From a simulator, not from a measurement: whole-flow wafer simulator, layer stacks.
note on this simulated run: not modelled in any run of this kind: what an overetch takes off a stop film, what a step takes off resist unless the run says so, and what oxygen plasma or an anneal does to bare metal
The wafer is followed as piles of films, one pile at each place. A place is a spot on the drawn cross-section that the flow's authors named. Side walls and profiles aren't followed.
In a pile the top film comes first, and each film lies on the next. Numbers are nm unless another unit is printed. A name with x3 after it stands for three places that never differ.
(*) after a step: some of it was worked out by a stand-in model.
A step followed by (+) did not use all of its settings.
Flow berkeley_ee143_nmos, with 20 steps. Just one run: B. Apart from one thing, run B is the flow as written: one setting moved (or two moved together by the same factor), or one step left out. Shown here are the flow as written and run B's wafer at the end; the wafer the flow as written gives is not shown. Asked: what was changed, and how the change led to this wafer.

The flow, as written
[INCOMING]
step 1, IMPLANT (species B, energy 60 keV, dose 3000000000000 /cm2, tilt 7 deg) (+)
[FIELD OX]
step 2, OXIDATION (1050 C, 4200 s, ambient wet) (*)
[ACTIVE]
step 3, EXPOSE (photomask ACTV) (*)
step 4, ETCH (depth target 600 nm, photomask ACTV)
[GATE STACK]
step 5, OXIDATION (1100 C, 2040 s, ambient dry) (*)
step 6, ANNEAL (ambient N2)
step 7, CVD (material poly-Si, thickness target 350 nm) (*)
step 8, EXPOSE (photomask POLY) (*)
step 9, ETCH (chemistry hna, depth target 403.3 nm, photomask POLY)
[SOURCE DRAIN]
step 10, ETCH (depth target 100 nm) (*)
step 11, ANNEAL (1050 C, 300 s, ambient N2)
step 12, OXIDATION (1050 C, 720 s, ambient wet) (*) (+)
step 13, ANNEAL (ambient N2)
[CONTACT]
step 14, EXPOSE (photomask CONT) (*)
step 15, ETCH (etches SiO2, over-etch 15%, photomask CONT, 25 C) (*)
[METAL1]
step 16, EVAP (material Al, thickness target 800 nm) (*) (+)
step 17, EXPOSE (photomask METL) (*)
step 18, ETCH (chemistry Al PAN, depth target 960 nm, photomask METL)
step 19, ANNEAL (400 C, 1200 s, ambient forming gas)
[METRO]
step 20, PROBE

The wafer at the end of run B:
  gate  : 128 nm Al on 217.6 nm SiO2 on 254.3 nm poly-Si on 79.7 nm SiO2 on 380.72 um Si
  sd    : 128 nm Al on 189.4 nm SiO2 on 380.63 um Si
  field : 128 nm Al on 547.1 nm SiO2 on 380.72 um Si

What caused this: step 18, ETCH: depth target 672 nm was run, whereas the flow has depth target 960 nm.

Step by step, how the change led to this:
  step 18, ETCH (chemistry Al PAN, depth target 960 nm, photomask METL)
      gate, sd, field: Al loses 672 (as written it would have been: Al loses 800 (all of it))
With metal films that touch counted as one body, gate has 1 body; the flow as written gives 0 bodies.
With metal films that touch counted as one body, sd has 1 body; the flow as written gives 0 bodies.
With metal films that touch counted as one body, field has 1 body; the flow as written gives 0 bodies.
